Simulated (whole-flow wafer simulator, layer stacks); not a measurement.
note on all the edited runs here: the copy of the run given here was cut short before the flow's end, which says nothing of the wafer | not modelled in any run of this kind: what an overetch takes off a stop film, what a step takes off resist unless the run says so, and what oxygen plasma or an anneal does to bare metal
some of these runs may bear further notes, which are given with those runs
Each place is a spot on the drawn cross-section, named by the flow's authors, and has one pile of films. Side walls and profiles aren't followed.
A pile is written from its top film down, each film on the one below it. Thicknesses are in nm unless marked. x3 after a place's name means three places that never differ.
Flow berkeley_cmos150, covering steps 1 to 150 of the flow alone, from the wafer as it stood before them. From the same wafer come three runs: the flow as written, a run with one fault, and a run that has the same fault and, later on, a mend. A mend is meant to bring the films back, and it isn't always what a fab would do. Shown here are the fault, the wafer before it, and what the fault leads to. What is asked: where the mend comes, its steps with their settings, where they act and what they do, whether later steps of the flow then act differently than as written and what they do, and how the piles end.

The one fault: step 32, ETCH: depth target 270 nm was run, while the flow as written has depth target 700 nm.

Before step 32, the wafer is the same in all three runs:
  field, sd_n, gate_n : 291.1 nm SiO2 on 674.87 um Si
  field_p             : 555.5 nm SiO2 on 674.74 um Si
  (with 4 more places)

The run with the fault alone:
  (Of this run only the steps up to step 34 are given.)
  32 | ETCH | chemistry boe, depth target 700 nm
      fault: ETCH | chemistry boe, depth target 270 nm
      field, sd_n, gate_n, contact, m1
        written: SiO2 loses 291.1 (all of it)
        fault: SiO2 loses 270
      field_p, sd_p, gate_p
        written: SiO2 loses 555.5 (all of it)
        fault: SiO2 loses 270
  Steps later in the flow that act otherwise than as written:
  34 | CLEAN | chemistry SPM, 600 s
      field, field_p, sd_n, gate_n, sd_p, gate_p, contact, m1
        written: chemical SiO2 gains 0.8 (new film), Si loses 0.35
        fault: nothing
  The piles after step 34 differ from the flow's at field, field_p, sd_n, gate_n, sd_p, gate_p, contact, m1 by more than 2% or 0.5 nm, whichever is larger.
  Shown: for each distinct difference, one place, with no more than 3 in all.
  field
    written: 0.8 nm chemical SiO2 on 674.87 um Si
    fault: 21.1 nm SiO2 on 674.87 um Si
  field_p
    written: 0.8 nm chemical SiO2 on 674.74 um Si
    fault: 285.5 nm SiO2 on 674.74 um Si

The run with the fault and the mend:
  The mend follows step 33.
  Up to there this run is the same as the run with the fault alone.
  33a | ETCH | chemistry boe, depth target 430 nm (the flow's step 32, run once more with other settings)
      field, sd_n, gate_n, contact, m1
        SiO2 loses 21.1 (all of it)
      field_p, sd_p, gate_p
        SiO2 loses 285.5 (all of it)
  Later steps of the flow that are run all act as written at every place that is followed.
  The piles end the same as the flow's at every place that both follow.
